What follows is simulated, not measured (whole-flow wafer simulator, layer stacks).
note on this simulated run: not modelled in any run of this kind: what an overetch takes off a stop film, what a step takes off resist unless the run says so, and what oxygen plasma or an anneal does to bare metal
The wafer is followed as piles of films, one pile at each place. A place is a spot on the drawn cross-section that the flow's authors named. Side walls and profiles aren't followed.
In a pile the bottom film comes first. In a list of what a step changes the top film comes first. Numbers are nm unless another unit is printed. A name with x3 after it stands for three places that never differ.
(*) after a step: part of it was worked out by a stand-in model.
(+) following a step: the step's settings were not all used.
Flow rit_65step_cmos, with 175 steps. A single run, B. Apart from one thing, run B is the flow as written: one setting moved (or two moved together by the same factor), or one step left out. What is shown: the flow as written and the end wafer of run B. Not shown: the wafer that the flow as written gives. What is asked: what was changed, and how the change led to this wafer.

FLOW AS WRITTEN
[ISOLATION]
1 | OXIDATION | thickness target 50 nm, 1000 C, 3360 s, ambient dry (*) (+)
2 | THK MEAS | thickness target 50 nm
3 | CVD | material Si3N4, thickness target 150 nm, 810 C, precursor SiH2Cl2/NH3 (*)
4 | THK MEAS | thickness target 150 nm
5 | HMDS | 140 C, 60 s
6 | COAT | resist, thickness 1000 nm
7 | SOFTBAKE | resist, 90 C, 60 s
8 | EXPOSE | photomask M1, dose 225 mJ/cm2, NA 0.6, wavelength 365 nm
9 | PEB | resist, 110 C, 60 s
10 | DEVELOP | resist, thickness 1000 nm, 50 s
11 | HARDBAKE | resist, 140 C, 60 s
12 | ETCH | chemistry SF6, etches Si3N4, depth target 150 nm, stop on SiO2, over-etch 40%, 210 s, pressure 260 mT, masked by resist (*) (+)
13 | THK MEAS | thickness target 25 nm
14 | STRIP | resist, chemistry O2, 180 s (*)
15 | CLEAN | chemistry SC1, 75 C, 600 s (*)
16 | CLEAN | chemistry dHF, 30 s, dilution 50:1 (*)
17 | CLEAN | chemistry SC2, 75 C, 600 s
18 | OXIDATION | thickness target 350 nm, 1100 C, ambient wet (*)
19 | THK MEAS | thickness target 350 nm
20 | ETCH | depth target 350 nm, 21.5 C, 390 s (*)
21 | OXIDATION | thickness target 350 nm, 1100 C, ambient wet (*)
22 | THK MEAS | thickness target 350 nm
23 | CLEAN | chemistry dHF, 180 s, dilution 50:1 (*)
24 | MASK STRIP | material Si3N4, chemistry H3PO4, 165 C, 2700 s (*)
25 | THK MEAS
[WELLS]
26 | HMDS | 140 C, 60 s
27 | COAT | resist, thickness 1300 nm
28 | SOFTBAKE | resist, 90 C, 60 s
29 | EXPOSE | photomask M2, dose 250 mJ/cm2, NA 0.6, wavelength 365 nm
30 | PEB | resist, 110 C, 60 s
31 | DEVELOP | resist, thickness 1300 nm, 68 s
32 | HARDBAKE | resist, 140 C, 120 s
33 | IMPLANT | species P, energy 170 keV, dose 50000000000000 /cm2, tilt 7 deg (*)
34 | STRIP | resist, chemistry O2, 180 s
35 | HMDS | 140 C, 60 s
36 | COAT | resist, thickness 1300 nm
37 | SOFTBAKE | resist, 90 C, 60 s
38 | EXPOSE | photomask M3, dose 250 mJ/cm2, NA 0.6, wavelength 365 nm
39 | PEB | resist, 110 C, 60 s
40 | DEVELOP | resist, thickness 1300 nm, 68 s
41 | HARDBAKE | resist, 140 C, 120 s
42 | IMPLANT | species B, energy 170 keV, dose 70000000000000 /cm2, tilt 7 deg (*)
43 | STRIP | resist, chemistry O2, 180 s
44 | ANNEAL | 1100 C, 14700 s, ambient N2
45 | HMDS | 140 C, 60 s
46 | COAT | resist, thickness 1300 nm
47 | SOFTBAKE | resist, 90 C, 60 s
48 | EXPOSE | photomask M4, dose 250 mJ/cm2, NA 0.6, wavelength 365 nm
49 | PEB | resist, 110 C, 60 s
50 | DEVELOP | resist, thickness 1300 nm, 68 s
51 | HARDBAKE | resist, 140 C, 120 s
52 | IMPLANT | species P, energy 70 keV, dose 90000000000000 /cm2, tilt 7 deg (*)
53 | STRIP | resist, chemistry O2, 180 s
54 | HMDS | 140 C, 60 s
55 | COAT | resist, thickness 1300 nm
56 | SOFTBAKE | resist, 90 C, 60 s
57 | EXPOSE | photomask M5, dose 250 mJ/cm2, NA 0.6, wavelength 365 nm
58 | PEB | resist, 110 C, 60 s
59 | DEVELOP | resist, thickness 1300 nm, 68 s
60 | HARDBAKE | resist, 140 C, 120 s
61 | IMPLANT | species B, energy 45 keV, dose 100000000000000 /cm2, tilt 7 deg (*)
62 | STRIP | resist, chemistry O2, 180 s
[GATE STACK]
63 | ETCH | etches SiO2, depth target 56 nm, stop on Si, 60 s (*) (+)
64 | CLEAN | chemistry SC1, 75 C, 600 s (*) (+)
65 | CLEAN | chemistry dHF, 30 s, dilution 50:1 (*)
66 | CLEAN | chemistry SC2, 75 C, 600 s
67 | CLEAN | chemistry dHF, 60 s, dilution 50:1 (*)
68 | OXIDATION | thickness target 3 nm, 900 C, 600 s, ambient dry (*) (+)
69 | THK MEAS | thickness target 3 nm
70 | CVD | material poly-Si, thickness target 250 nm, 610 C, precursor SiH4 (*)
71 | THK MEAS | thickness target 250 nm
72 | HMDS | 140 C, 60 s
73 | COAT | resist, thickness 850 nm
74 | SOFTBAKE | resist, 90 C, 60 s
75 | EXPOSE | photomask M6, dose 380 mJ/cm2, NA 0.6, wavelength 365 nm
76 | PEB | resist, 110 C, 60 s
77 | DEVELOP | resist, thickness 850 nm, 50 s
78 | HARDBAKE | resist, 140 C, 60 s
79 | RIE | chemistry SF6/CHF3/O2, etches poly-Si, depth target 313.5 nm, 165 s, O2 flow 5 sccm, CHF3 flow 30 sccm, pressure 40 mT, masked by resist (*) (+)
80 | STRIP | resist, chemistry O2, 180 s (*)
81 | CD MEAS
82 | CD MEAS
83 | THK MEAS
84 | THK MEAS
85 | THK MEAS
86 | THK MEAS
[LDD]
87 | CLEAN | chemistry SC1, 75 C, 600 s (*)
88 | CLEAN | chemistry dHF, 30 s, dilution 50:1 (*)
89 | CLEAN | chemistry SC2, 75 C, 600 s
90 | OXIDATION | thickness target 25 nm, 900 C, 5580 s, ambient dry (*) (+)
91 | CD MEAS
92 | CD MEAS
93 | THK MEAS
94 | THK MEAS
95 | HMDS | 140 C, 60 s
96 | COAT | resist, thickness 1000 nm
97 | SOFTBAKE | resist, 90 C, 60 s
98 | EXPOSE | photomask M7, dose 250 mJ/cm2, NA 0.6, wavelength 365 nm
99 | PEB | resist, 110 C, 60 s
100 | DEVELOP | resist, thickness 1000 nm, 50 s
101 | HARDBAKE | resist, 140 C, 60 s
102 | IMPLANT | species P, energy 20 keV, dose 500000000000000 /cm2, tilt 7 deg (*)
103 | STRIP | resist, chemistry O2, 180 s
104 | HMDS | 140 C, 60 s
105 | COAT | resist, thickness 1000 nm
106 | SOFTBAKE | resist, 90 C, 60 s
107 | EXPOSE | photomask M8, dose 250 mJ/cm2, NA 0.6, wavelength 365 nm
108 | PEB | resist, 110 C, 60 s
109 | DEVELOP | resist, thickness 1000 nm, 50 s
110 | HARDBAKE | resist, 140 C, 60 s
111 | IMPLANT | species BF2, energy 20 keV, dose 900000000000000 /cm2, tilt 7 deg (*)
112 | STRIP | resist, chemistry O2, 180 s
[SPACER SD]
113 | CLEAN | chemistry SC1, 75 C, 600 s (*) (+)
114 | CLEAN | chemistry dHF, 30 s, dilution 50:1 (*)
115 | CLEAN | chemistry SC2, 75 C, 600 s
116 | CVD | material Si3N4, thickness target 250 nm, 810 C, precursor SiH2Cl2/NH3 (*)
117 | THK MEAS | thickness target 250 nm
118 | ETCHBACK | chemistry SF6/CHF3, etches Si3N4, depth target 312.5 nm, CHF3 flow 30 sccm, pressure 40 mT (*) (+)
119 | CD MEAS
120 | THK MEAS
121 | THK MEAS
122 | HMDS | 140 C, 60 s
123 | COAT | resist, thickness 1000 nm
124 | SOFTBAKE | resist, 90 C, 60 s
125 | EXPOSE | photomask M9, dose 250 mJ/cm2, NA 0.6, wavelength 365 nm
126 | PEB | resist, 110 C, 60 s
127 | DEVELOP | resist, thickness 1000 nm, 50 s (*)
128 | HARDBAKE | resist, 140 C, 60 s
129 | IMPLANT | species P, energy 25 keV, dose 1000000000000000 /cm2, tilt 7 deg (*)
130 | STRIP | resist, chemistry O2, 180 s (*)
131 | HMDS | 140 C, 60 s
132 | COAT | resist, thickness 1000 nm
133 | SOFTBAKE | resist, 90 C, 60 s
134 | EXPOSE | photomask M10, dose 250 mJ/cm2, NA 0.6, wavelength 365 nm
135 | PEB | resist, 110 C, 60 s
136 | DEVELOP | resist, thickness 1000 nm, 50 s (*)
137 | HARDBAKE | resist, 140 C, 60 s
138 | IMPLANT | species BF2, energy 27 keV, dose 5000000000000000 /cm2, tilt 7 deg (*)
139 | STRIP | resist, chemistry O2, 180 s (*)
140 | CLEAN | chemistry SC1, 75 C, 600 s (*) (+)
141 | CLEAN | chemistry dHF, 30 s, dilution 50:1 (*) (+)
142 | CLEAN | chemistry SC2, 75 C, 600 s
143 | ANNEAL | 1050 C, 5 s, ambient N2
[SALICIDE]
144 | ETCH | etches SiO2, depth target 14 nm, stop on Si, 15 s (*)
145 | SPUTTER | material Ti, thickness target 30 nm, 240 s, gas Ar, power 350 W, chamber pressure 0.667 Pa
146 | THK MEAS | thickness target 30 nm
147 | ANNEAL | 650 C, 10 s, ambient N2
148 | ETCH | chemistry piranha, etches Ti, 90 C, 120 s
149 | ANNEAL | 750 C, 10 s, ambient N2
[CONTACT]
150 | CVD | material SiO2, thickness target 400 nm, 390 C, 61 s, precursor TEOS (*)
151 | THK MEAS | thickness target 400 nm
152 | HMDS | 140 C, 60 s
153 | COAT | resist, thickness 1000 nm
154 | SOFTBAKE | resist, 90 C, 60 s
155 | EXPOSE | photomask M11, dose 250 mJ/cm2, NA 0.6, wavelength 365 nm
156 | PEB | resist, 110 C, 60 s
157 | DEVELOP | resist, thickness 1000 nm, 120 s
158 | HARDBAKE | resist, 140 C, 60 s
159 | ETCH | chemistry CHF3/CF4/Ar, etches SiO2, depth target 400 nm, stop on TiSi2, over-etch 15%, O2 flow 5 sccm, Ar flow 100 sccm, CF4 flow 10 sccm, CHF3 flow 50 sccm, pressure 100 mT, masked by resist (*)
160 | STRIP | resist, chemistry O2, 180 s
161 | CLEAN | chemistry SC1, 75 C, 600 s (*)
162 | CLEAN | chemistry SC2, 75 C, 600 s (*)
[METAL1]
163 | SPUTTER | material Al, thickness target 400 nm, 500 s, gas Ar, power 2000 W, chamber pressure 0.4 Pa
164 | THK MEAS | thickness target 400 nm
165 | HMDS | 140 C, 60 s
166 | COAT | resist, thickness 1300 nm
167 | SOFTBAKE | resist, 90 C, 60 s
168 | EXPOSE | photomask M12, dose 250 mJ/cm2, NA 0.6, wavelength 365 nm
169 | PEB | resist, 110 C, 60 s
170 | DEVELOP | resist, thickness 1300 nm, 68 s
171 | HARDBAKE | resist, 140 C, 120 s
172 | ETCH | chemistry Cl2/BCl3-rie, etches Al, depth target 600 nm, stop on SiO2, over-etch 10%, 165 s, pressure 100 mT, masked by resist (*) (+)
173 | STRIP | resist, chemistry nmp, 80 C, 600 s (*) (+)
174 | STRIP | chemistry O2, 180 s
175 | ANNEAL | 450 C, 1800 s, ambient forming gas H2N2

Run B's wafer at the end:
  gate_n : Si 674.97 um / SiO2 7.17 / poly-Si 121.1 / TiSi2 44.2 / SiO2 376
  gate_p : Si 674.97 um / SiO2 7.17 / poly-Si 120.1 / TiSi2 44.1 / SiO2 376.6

What caused this: step 145, SPUTTER: thickness target 26 nm was run, though the flow has thickness target 30 nm.

The path from the change to this, step by step:
  145 | SPUTTER | material Ti, thickness target 30 nm, 240 s, gas Ar, power 350 W, chamber pressure 0.667 Pa
      field, field_pw, field_nw, field_p, spacer, spacer_p: +26 Ti (new film) (as written it would have been: +30 Ti (new film))
      gate_n: +23.6 Ti (new film) (as written it would have been: +27.3 Ti (new film))
      (also at 1 further place)
  147 | ANNEAL | 650 C, 10 s, ambient N2
      gate_n: -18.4 Ti, +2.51 TiSi first (new film), +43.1 TiSi2 C49 (new film), -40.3 poly-Si (as written it would have been: -21.3 Ti, +9.82 TiSi first (new film), +39.5 TiSi2 C49 (new film), -41.9 poly-Si)
      gate_p: -18.3 Ti, +2.31 TiSi first (new film), +43.2 TiSi2 C49 (new film), -40.3 poly-Si (as written it would have been: -21.2 Ti, +9.56 TiSi first (new film), +39.6 TiSi2 C49 (new film), -41.9 poly-Si)
  148 | ETCH | chemistry piranha, etches Ti, 90 C, 120 s
      field, field_pw, field_nw, field_p, spacer, spacer_p: -26 Ti (all of it) (as written it would have been: -30 Ti (all of it))
      gate_n: -5.2 Ti (all of it), -0.1 TiSi first (as written it would have been: -6 Ti (all of it), -0.1 TiSi first)
      (also at 1 further place)
  149 | ANNEAL | 750 C, 10 s, ambient N2
      gate_n: +44.2 TiSi2 (new film), -2.4 TiSi first (all of it), -43.1 TiSi2 C49 (all of it), -1.6 poly-Si (as written it would have been: +50.8 TiSi2 (new film), -9.72 TiSi first (all of it), -39.5 TiSi2 C49 (all of it), -6.48 poly-Si)
      gate_p: +44.1 TiSi2 (new film), -2.2 TiSi first (all of it), -43.2 TiSi2 C49 (all of it), -1.47 poly-Si (as written it would have been: +50.6 TiSi2 (new film), -9.46 TiSi first (all of it), -39.6 TiSi2 C49 (all of it), -6.31 poly-Si)
